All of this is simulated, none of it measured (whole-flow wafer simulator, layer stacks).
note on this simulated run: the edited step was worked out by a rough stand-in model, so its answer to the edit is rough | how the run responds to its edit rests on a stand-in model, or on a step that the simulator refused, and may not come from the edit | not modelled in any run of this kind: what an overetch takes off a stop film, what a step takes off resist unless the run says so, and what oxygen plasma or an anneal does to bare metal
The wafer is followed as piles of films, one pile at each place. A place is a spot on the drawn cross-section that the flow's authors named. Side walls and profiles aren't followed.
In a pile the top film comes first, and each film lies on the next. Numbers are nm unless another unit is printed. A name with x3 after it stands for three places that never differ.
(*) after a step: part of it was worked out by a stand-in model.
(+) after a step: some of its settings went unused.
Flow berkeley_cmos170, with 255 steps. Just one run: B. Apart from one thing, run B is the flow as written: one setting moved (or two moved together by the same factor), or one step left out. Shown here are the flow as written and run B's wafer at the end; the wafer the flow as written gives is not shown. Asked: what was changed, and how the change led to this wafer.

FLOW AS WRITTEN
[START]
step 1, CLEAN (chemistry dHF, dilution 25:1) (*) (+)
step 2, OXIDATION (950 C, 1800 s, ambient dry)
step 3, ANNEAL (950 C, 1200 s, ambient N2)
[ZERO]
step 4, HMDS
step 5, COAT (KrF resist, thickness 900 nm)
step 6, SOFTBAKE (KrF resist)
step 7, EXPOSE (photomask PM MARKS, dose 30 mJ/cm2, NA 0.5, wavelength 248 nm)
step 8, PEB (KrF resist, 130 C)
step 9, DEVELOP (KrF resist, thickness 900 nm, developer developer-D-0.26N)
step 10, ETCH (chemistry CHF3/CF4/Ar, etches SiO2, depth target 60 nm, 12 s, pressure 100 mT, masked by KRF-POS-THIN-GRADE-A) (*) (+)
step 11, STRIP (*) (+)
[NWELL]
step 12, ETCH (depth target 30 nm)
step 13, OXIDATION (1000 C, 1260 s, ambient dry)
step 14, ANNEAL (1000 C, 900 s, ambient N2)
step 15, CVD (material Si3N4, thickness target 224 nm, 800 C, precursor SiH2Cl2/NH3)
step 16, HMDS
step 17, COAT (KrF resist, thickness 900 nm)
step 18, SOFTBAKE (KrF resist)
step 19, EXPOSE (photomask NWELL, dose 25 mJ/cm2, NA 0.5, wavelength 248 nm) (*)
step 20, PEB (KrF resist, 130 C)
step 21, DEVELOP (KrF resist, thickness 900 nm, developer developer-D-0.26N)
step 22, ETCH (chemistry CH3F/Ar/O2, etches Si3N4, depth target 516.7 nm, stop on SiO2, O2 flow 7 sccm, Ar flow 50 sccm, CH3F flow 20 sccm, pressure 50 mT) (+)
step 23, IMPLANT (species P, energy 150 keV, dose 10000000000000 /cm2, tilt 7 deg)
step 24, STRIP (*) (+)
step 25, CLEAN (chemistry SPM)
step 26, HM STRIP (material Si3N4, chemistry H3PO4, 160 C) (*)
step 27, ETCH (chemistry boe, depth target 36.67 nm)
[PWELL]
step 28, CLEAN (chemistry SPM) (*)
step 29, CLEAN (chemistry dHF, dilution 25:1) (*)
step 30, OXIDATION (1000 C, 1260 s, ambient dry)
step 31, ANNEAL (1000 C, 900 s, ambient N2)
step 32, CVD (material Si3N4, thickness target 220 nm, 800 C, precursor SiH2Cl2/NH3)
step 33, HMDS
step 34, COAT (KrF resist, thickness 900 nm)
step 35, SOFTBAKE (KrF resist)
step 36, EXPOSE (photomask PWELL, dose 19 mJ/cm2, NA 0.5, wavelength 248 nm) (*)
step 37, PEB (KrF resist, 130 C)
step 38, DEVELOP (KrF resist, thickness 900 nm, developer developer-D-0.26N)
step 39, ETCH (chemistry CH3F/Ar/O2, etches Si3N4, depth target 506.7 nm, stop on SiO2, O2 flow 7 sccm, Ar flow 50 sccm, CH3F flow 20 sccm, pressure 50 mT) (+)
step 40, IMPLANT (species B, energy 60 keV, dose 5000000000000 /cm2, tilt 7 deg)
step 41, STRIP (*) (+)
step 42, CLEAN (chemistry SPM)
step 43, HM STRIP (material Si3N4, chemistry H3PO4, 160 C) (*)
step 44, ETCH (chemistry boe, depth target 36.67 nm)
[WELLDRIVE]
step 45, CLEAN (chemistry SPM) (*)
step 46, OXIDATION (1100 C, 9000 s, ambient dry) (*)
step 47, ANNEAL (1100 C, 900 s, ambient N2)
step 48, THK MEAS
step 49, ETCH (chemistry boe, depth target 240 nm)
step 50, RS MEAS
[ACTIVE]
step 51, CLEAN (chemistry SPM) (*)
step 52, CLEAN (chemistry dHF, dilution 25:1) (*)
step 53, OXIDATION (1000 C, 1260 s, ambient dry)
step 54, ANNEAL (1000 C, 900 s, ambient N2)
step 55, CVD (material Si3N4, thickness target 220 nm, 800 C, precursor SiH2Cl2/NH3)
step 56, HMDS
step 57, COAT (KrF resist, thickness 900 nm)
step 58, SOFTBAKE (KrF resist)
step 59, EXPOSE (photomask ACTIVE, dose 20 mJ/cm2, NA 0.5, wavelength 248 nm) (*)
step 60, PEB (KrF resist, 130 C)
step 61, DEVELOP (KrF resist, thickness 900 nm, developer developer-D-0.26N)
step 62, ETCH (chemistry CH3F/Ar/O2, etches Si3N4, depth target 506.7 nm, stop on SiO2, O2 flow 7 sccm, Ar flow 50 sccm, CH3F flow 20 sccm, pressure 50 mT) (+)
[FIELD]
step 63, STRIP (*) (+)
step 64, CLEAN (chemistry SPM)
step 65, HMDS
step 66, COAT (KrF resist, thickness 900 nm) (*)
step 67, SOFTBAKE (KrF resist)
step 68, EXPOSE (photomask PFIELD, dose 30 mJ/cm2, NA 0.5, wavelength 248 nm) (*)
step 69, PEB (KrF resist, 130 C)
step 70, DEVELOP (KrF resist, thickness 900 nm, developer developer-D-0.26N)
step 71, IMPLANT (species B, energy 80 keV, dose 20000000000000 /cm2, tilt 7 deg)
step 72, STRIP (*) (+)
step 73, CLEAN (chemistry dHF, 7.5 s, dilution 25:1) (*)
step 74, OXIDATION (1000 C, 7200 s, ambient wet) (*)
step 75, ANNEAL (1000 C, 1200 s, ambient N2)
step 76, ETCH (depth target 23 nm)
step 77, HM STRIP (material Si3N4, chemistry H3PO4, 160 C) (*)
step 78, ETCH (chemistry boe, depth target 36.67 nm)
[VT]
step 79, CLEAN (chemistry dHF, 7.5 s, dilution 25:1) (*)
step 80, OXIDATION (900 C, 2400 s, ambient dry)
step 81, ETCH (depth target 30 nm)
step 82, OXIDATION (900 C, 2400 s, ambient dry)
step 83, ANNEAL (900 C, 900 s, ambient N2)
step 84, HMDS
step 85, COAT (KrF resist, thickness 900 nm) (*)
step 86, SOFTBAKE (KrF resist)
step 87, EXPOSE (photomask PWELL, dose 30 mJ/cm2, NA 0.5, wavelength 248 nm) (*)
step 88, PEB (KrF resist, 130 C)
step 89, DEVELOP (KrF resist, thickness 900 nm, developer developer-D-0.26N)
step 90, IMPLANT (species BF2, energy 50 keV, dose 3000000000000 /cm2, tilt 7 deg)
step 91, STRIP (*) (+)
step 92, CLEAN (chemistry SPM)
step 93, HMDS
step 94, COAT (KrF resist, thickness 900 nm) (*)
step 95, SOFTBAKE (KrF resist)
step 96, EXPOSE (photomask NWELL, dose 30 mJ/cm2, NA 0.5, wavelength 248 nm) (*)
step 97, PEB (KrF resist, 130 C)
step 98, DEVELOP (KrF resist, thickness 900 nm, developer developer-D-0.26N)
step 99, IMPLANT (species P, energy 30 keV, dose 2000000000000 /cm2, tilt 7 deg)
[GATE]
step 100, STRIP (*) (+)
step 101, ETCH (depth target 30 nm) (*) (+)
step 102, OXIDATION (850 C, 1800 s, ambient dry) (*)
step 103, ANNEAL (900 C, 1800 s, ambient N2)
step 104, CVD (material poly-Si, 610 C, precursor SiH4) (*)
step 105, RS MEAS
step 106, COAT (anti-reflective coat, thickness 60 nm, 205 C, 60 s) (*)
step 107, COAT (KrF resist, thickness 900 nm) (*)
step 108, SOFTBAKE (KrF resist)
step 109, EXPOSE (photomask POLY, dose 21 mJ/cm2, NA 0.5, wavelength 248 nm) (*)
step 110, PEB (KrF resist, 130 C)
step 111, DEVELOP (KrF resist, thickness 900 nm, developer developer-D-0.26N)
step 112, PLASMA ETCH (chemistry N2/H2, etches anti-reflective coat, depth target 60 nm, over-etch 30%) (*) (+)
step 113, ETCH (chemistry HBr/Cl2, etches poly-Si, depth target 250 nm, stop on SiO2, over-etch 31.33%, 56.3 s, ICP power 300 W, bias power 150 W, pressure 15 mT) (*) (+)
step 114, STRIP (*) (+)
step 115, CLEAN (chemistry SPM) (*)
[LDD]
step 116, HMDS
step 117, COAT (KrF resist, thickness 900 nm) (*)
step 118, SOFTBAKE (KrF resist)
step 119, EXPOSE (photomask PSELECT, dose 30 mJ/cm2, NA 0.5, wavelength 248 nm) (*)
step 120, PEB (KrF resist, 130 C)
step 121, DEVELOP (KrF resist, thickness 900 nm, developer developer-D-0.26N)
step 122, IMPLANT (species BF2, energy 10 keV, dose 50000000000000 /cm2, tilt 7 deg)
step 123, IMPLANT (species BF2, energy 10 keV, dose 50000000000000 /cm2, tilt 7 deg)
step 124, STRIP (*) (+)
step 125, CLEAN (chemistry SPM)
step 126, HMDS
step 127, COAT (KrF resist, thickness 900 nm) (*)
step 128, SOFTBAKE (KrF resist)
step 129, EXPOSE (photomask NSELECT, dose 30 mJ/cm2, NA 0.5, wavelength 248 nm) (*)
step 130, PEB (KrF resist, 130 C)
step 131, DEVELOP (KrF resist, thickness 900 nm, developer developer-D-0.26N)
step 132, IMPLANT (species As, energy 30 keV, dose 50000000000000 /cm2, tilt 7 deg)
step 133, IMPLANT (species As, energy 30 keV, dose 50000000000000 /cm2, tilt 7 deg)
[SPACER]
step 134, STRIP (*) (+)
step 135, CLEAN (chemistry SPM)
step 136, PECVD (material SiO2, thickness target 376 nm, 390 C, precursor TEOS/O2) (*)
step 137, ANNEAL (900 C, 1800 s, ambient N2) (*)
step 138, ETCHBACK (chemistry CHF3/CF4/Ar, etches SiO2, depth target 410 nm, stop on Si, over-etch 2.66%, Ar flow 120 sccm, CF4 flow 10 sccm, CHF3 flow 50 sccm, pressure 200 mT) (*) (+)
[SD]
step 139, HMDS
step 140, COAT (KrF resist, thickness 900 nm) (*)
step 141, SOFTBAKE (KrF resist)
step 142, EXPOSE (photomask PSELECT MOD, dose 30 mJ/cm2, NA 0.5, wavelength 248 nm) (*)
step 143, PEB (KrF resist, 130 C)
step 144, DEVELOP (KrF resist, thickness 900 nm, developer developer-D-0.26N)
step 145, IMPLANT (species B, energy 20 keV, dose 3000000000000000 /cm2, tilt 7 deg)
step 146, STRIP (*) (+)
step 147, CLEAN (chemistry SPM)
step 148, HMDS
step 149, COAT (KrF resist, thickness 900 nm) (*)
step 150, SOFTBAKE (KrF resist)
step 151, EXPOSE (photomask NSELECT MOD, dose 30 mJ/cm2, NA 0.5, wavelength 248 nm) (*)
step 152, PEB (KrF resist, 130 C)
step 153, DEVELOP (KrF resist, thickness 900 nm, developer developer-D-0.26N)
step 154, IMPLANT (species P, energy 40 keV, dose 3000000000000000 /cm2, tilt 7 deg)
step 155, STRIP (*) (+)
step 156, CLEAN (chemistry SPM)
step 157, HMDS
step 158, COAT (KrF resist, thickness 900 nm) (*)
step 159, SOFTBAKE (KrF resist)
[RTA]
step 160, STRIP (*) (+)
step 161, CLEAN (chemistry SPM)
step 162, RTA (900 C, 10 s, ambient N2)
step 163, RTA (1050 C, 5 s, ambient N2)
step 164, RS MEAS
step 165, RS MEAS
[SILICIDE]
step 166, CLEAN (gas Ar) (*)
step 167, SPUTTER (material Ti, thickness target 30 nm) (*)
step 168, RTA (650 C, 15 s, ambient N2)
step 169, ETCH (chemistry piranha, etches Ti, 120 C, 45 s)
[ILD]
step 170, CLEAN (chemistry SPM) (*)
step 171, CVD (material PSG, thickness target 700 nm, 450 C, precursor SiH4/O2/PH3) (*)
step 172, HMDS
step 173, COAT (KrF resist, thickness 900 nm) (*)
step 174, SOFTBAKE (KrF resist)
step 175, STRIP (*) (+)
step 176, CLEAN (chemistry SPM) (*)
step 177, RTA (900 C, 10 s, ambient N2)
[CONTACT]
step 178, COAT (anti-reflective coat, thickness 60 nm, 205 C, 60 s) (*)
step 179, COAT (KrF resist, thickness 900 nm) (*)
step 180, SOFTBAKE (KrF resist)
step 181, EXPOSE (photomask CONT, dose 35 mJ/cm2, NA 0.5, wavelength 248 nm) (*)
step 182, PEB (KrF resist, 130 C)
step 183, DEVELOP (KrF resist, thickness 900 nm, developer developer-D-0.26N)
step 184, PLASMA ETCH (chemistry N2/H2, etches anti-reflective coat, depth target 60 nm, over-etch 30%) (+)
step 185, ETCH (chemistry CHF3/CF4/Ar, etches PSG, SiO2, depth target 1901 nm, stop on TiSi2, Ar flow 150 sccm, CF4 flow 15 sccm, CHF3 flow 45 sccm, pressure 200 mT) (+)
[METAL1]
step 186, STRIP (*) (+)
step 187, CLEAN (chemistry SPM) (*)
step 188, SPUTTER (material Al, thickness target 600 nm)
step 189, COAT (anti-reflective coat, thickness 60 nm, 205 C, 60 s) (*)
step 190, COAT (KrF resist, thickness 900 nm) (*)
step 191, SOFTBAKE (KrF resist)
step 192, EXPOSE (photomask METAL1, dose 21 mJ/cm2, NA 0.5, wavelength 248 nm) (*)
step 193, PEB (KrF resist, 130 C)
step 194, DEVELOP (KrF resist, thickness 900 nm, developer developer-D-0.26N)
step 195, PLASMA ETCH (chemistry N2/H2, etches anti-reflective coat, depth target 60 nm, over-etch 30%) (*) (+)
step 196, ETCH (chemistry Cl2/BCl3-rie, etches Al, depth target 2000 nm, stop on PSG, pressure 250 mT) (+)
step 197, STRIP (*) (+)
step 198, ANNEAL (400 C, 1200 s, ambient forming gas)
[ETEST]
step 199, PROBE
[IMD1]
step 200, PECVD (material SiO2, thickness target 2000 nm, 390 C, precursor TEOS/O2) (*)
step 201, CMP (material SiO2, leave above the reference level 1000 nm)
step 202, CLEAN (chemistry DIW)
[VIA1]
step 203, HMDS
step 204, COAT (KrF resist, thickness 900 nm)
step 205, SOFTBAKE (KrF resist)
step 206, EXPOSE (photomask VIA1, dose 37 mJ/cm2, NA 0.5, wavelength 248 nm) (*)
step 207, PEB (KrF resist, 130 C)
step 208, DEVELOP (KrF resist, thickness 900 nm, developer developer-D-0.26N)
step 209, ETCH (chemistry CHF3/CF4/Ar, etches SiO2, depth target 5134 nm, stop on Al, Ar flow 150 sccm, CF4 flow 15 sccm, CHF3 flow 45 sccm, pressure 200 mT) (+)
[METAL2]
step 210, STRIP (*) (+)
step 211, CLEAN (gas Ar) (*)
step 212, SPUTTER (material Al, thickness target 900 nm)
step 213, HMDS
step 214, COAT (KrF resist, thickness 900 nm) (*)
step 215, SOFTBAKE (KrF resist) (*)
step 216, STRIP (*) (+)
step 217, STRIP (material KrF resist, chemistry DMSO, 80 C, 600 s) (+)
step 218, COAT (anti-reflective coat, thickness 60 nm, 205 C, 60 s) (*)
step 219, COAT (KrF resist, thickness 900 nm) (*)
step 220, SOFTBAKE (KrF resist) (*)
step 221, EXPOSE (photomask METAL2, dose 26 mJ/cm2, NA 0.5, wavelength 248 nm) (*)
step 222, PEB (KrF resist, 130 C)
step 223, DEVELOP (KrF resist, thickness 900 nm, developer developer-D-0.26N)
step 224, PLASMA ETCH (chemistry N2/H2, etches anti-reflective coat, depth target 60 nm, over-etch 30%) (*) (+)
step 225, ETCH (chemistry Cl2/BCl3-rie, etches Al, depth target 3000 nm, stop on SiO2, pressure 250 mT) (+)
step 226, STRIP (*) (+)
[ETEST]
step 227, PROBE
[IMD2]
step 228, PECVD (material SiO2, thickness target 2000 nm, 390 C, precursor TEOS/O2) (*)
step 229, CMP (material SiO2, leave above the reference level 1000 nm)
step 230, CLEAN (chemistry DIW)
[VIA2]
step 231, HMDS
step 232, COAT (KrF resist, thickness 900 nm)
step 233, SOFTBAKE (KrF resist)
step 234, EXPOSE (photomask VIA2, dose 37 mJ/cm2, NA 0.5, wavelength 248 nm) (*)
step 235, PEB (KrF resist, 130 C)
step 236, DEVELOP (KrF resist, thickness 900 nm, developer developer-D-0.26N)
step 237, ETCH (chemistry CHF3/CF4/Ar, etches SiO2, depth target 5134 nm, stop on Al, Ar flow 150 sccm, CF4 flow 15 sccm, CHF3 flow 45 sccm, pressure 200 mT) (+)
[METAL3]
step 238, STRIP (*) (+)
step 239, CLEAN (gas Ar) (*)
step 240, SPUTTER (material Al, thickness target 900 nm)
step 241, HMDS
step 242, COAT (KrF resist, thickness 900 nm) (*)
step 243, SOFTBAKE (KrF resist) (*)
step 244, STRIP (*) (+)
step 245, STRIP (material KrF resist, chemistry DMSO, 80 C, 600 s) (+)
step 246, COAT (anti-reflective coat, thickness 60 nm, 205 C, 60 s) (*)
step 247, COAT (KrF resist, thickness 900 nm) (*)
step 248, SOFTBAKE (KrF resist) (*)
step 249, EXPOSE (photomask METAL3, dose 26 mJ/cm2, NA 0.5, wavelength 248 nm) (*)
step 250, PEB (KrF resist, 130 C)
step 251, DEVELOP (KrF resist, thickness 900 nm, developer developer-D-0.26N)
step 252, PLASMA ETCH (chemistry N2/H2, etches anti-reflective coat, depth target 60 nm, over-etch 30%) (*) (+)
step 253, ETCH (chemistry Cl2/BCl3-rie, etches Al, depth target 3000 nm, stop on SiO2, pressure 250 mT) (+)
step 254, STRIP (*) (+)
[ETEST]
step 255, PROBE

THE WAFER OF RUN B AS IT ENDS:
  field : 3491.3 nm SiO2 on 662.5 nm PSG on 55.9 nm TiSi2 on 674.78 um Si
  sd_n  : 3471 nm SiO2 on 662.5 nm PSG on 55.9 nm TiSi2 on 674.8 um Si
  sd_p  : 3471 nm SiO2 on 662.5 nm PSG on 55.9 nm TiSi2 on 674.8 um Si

Cause: step 74, OXIDATION: 800 C was run, while the flow as written has 1000 C.

How this came from the change, step by step:
  step 74, OXIDATION (1000 C, 7200 s, ambient wet) (*)
      spacer_n, gate_n, spacer_p and 6 more: SiO2 gains 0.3 (new film), Si3N4 loses 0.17 (in the flow as written it would be: SiO2 gains 12.1 (new film), Si3N4 loses 6.7)
      sd_n, sd_p: SiO2 gains 0.3 (new film), Si3N4 loses 0.17, SiO2 gains 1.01, Si loses 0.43 (in the flow as written it would be: SiO2 gains 12.1 (new film), Si3N4 loses 6.7, SiO2 gains 0.07, Si loses 0.07)
      (and at 1 other place as well)
  step 76, ETCH (depth target 23 nm)
      sd_n, spacer_n, gate_n and 8 more: SiO2 loses 0.3 (all of it) (in the flow as written it would be: SiO2 loses 12.1 (all of it))
  step 77, HM STRIP (material Si3N4, chemistry H3PO4, 160 C) (*)
      sd_n, spacer_n, gate_n and 8 more: Si3N4 loses 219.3 (all of it), SiO2 loses 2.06 (in the flow as written it would be: Si3N4 loses 212.7 (all of it), SiO2 loses 1.99)
  step 78, ETCH (chemistry boe, depth target 36.67 nm)
      field: SiO2 loses 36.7 (all of it) (in the flow as written it would be: SiO2 loses 36.7)
      sd_n, sd_p: SiO2 loses 25.5 (all of it) (in the flow as written it would be: SiO2 loses 24.6 (all of it))
  step 79, CLEAN (chemistry dHF, 7.5 s, dilution 25:1) (*)
      field: nothing (in the flow as written it would be: SiO2 loses 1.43)
  step 80, OXIDATION (900 C, 2400 s, ambient dry)
      field: SiO2 gains 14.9 (new film), Si loses 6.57 (in the flow as written it would be: SiO2 gains 1.58, Si loses 0.7)
  step 81, ETCH (depth target 30 nm)
      field: SiO2 loses 14.9 (all of it) (in the flow as written it would be: SiO2 loses 30)
  step 82, OXIDATION (900 C, 2400 s, ambient dry)
      field: SiO2 gains 14.9 (new film), Si loses 6.57 (in the flow as written it would be: SiO2 gains 1.66, Si loses 0.73)
  step 85, COAT (KrF resist, thickness 900 nm) (*)
      field: KrF resist gains 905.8 (new film) (in the flow as written it would be: KrF resist gains 838.3 (new film))
      sd_n: KrF resist gains 890.5 (new film) (in the flow as written it would be: KrF resist gains 1008.9 (new film))
      (and at 10 other places as well)
  step 89, DEVELOP (KrF resist, thickness 900 nm, developer developer-D-0.26N)
      field: KrF resist loses 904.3 (all of it) (in the flow as written it would be: KrF resist loses 837 (all of it))
      sd_n: KrF resist loses 889.1 (all of it) (in the flow as written it would be: KrF resist loses 1007.2 (all of it))
      (and at 3 other places as well)
  step 91, STRIP (*) (+)
      sd_p: KrF resist loses 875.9 (all of it) (in the flow as written it would be: KrF resist loses 976.8 (all of it))
      spacer_p: KrF resist loses 877.1 (all of it) (in the flow as written it would be: KrF resist loses 957.7 (all of it))
      (and at 5 other places as well)
  step 94, COAT (KrF resist, thickness 900 nm) (*)
      field: KrF resist gains 905.8 (new film) (in the flow as written it would be: KrF resist gains 838.3 (new film))
      sd_n: KrF resist gains 890.5 (new film) (in the flow as written it would be: KrF resist gains 1008.9 (new film))
      (and at 10 other places as well)
  step 98, DEVELOP (KrF resist, thickness 900 nm, developer developer-D-0.26N)
      sd_p: KrF resist loses 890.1 (all of it) (in the flow as written it would be: KrF resist loses 991 (all of it))
      spacer_p: KrF resist loses 891.3 (all of it) (in the flow as written it would be: KrF resist loses 971.9 (all of it))
      (and at 1 other place as well)
  step 100, STRIP (*) (+)
      field: KrF resist loses 890.1 (all of it) (in the flow as written it would be: KrF resist loses 822.8 (all of it))
      sd_n: KrF resist loses 874.9 (all of it) (in the flow as written it would be: KrF resist loses 993 (all of it))
      (and at 7 other places as well)
  step 101, ETCH (depth target 30 nm) (*) (+)
      field: SiO2 loses 14.9 (all of it) (in the flow as written it would be: SiO2 loses 30)
  step 102, OXIDATION (850 C, 1800 s, ambient dry) (*)
      field: SiO2 gains 7.48 (new film), Si loses 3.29 (in the flow as written it would be: SiO2 gains 0.51, Si loses 0.23)
  ... 38 other steps ...
  step 201, CMP (material SiO2, leave above the reference level 1000 nm)
      field: SiO2 loses 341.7 (in the flow as written it would be: SiO2 loses 517)
